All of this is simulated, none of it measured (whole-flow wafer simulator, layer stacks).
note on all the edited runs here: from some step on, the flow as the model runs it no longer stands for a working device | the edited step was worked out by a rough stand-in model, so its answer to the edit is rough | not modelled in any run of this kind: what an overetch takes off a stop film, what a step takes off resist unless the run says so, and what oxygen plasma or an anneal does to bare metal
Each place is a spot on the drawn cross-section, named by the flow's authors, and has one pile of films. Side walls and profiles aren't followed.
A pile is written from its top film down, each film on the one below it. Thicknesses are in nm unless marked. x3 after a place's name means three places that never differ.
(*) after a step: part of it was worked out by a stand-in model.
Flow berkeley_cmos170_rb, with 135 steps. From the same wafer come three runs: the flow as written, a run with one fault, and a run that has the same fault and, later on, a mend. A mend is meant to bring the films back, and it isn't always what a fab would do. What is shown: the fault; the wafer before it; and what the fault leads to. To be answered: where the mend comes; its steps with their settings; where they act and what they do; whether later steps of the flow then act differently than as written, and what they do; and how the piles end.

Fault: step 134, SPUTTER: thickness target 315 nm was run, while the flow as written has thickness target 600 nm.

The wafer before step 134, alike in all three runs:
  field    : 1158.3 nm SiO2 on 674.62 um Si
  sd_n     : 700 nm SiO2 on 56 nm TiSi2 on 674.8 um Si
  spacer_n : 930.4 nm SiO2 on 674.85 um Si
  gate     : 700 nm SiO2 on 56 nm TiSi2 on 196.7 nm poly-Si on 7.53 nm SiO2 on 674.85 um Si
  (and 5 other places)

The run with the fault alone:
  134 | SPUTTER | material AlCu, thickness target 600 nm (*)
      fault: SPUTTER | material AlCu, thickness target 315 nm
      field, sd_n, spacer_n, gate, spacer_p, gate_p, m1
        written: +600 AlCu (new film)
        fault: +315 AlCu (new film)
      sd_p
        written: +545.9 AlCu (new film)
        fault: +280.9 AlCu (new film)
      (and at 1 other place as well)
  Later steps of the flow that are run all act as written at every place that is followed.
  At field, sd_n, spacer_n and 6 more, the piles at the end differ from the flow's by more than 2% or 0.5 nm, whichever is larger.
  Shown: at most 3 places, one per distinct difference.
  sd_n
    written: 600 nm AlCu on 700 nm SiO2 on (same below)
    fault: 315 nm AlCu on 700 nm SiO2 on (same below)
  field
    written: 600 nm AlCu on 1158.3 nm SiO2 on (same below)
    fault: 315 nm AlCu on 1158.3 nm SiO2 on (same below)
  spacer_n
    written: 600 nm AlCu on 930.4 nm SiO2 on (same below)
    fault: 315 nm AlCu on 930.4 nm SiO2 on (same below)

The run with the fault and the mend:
  After step 134 comes the mend.
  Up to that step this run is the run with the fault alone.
  134a | ETCH | chemistry al pan, depth target 362 nm
      field, sd_n, spacer_n, gate, spacer_p, gate_p, m1
        -315 AlCu (all of it)
      sd_p
        -280.9 AlCu (all of it)
      contact
        -222.4 AlCu (all of it)
  134b | SPUTTER | material AlCu, thickness target 600 nm (*) (the flow's step 134 again)
      field, sd_n, spacer_n, gate, spacer_p, gate_p, m1
        +600 AlCu (new film)
      sd_p
        +545.9 AlCu (new film)
      contact
        +415.1 AlCu (new film)
  Later steps of the flow that are run all act as written at every place that is followed.
  The piles end the same as the flow's at every place that both follow.
